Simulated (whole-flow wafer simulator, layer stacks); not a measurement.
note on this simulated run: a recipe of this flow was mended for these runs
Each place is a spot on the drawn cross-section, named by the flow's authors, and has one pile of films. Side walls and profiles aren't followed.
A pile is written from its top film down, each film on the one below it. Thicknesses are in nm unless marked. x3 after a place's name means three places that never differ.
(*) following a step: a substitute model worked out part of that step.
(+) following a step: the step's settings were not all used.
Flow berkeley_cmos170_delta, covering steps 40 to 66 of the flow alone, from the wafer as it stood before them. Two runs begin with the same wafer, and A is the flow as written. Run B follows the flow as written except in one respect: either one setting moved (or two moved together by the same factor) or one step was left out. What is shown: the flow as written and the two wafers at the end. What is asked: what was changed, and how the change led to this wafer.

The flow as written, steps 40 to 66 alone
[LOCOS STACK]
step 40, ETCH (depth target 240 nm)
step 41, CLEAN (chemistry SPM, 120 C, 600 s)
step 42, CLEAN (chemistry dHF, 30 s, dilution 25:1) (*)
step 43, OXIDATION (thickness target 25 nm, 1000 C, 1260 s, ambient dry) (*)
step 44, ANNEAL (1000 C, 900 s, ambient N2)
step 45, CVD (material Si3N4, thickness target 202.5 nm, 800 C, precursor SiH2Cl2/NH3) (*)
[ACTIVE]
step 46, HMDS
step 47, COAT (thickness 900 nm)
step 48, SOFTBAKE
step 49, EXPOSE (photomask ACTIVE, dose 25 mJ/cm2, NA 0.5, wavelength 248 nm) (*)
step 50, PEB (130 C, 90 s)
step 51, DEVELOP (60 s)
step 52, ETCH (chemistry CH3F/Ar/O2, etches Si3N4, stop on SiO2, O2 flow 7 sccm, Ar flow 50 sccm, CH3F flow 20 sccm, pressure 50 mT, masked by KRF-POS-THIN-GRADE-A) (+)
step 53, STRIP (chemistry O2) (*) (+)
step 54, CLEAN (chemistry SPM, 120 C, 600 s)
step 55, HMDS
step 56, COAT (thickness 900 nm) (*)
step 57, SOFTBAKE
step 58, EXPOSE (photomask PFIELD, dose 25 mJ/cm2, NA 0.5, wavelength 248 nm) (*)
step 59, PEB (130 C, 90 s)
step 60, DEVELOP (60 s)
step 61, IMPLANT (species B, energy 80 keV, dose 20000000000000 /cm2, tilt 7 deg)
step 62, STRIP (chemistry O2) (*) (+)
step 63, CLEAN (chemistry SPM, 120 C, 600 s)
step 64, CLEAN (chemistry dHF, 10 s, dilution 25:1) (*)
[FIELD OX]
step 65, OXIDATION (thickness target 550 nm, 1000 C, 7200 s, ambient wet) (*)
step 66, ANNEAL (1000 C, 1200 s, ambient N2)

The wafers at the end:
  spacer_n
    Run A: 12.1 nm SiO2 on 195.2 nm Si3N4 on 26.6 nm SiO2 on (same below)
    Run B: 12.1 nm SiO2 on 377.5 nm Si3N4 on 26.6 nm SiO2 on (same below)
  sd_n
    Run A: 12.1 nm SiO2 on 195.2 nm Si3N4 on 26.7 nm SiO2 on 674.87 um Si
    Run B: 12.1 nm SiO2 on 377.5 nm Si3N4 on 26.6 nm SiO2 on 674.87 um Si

What caused this: step 45, CVD: thickness target 384.8 nm was run, though the flow has thickness target 202.5 nm.

Step by step, how the change led to this:
  step 45, CVD (material Si3N4, thickness target 202.5 nm, 800 C, precursor SiH2Cl2/NH3) (*)
      field, sd_n, spacer_n and 6 more: A +202.5 Si3N4 (new film) | B +384.8 Si3N4 (new film)
  step 52, ETCH (chemistry CH3F/Ar/O2, etches Si3N4, stop on SiO2, O2 flow 7 sccm, Ar flow 50 sccm, CH3F flow 20 sccm, pressure 50 mT, masked by KRF-POS-THIN-GRADE-A) (+)
      sd_n, spacer_n, gate, sd_p, spacer_p, gate_p, contact, m1: A -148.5 KrF-resist | B -270 KrF-resist
      field: A -202.5 Si3N4 (all of it), -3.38 SiO2 | B -384.8 Si3N4 (all of it), -3.38 SiO2
  step 53, STRIP (chemistry O2) (*) (+)
      sd_n, spacer_n, gate, sd_p, spacer_p, gate_p, contact, m1: A -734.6 KrF-resist (all of it) | B -613 KrF-resist (all of it)
  step 56, COAT (thickness 900 nm) (*)
      field: A +956.4 KrF-resist (new film) | B +1008.5 KrF-resist (new film)
      sd_n: A +794.3 KrF-resist (new film) | B +702.6 KrF-resist (new film)
      (also at 7 further places)
  step 60, DEVELOP (60 s)
      field: A -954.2 KrF-resist (all of it) | B -1006.2 KrF-resist (all of it)
  step 62, STRIP (chemistry O2) (*) (+)
      sd_n: A -777.7 KrF-resist (all of it) | B -686.2 KrF-resist (all of it)
      spacer_n: A -807.8 KrF-resist (all of it) | B -746.4 KrF-resist (all of it)
      (also at 6 further places)
  step 65, OXIDATION (thickness target 550 nm, 1000 C, 7200 s, ambient wet) (*)
      sd_n, sd_p: A +12.1 SiO2 (new film), -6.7 Si3N4, +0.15 SiO2, -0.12 Si | B +12.1 SiO2 (new film), -6.7 Si3N4
